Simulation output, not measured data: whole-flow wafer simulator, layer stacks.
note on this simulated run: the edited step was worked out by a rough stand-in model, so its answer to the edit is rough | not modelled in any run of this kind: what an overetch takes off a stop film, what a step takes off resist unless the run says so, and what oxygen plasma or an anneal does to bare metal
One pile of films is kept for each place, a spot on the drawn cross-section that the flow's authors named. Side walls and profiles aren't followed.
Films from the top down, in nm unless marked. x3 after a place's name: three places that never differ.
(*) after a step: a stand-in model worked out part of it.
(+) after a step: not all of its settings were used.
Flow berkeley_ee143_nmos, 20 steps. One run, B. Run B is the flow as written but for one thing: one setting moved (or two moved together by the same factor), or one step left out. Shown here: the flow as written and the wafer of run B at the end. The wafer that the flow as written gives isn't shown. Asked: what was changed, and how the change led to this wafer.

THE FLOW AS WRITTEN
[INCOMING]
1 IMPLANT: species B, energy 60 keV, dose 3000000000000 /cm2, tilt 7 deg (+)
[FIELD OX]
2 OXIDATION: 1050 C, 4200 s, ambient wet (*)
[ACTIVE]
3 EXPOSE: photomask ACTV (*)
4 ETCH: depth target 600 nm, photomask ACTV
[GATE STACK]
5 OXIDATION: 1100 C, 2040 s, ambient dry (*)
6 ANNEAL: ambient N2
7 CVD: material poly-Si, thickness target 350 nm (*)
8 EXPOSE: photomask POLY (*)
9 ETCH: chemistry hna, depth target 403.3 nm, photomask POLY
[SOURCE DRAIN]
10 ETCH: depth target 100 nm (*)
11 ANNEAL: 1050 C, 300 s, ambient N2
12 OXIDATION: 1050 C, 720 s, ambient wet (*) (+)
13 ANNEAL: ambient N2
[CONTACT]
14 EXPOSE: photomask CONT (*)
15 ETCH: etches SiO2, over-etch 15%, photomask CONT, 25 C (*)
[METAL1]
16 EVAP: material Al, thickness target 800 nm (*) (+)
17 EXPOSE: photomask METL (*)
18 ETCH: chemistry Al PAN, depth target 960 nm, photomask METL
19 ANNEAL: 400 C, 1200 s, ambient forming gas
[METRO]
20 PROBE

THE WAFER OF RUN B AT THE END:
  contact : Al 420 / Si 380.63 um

The cause: step 16, EVAP: thickness target 420 nm was run, where the flow has thickness target 800 nm.
It can be read off the wafer: contact has Al 420, and step 16 as written asks for 800 nm.

How the change led to this, step by step:
  16 EVAP: material Al, thickness target 800 nm (*) (+)
      gate, sd, contact, field: Al +420 (new film) (as written it would be: Al +800 (new film))
  18 ETCH: chemistry Al PAN, depth target 960 nm, photomask METL
      gate, sd, field: Al -420 (all of it) (as written it would be: Al -800 (all of it))
